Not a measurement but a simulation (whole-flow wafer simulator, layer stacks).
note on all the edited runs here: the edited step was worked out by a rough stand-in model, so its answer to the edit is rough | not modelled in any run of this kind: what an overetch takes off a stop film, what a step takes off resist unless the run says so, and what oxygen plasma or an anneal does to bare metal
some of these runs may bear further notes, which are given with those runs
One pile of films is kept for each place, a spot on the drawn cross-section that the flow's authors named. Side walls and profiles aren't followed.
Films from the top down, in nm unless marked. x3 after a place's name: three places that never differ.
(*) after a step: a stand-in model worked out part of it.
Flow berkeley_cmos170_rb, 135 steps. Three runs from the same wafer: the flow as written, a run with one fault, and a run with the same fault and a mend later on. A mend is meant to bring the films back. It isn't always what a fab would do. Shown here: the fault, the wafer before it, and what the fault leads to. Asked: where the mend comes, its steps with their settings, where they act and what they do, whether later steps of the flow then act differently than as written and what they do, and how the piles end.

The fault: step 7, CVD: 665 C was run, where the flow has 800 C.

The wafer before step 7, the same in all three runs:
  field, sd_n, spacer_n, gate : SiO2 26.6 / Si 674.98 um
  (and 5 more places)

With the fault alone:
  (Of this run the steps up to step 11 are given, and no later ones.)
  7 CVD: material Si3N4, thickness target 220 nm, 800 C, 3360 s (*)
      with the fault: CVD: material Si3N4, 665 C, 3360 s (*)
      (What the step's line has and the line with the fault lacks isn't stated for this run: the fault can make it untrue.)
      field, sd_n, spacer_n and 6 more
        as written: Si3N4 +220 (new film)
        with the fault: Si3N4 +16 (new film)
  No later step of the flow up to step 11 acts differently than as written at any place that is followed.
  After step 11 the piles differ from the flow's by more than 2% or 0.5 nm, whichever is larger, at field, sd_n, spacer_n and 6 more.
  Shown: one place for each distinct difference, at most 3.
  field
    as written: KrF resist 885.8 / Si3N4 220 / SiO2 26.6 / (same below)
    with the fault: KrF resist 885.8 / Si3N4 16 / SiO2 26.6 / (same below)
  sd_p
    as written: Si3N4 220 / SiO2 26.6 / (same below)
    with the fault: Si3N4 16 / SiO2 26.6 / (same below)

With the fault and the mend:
  The mend comes after step 7.
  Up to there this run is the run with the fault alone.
  7a CVD: material Si3N4, thickness target 204 nm, 800 C, 3115 s (*) (the flow's step 7 once more, with other settings)
      field, sd_n, spacer_n and 6 more
        Si3N4 +204
  No later step of the flow acts differently than as written, at any place that is followed, by more than 2% or 0.5 nm, whichever is larger.
  At the end the piles are the same as the flow's at every place that both follow.
